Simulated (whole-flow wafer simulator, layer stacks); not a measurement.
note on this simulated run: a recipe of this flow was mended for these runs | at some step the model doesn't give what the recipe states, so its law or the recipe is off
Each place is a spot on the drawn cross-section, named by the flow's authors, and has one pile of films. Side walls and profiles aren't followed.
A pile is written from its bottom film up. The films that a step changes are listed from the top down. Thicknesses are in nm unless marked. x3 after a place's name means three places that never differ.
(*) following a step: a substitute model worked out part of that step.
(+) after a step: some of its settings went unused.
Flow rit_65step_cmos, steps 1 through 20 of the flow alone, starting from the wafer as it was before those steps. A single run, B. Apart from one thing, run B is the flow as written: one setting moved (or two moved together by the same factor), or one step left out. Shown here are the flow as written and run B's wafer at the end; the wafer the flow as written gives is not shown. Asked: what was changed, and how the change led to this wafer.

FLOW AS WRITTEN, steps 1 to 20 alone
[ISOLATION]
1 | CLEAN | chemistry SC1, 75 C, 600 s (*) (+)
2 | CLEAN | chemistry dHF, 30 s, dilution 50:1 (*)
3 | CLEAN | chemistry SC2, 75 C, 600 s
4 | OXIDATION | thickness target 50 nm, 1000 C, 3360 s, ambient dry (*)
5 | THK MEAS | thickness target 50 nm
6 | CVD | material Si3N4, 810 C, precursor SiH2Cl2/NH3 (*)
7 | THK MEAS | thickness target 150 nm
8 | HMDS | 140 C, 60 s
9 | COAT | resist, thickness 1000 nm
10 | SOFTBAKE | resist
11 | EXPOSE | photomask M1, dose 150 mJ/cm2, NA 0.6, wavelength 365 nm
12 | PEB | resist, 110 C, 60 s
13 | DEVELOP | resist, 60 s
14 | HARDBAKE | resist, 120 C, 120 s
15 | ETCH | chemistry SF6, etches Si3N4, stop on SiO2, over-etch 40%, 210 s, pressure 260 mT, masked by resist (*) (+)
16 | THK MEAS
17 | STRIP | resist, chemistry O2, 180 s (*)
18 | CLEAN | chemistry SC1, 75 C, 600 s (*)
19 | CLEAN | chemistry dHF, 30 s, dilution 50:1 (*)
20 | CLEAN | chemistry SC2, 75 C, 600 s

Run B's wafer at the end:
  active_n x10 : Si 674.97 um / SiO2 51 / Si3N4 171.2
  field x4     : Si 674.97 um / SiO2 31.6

What caused this: step 6, CVD: 822 C was run, while the flow as written has 810 C.

Step by step, how the change led to this:
  6 | CVD | material Si3N4, 810 C, precursor SiH2Cl2/NH3 (*)
      field x4, active_n x10: +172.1 Si3N4 (new film) (in the flow as written it would be: +150 Si3N4 (new film))
  15 | ETCH | chemistry SF6, etches Si3N4, stop on SiO2, over-etch 40%, 210 s, pressure 260 mT, masked by resist (*) (+)
      field x4: -172.1 Si3N4 (all of it), -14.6 SiO2 (in the flow as written it would be: -150 Si3N4 (all of it), -23.1 SiO2)
